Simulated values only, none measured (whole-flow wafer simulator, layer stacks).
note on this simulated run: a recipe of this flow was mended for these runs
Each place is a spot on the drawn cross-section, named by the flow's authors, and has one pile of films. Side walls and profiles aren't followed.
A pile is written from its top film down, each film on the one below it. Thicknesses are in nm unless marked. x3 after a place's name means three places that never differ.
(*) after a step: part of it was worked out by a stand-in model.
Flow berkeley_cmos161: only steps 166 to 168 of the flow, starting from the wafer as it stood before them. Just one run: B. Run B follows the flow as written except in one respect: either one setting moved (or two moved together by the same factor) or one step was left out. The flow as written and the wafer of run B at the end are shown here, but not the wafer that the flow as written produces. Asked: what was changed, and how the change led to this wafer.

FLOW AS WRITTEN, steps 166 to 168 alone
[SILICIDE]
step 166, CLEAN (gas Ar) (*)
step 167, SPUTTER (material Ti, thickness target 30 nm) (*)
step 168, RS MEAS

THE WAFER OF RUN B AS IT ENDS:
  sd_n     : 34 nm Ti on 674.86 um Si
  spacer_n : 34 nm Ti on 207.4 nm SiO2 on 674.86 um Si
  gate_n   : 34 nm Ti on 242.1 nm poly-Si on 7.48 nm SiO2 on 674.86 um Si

The reason: step 167, SPUTTER: thickness target 34 nm was run, while the flow as written has thickness target 30 nm.
One can read it off the wafer: sd_n has Ti 34, and step 167 as written asks for 30 nm.

How this came from the change, step by step:
  step 167, SPUTTER (material Ti, thickness target 30 nm) (*)
      field, sd_n, spacer_n, gate_n, sd_p, spacer_p, gate_p, contact x2: +34 Ti (new film) (as written it would have been: +30 Ti (new film))
